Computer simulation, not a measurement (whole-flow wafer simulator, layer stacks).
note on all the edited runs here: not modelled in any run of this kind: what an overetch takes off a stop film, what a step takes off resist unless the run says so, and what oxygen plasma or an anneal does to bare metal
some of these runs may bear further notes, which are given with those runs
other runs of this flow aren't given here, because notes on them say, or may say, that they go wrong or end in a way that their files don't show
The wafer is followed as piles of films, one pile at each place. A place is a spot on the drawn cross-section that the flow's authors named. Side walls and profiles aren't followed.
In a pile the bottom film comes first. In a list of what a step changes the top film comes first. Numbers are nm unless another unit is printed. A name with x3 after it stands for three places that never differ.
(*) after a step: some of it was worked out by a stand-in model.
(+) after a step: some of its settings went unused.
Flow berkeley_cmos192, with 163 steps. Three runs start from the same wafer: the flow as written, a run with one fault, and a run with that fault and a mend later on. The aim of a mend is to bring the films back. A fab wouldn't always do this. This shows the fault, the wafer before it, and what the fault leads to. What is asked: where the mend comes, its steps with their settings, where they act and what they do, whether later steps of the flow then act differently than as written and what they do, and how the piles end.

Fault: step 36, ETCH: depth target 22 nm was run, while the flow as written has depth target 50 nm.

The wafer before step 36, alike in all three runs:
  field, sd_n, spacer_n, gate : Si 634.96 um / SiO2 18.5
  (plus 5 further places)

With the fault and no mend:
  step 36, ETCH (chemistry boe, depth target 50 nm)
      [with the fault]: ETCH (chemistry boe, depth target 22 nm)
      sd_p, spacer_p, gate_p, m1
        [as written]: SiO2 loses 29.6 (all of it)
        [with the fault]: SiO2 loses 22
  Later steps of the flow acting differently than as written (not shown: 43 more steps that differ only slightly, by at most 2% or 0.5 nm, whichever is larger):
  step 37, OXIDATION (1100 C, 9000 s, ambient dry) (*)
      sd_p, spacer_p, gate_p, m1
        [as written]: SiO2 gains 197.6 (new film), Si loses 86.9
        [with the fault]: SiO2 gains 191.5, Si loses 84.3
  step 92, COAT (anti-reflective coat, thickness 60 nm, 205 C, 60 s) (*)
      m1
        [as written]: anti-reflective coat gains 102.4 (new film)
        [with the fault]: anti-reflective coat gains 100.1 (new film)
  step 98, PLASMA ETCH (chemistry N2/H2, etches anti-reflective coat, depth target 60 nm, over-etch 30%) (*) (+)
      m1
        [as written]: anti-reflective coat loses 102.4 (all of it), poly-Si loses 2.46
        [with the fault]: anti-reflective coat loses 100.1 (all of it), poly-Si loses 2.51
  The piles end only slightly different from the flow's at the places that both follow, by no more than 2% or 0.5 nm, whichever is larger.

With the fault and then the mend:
  The mend follows step 36.
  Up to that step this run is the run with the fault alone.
  step 36a, ETCH (chemistry boe, depth target 28 nm) (the flow's step 36, run once more with other settings)
      sd_p, spacer_p, gate_p, m1
        SiO2 loses 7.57 (all of it)
  Later steps of the flow that are run all act as written at every place that is followed.
  At every place that both follow, the piles at the end match the flow's.
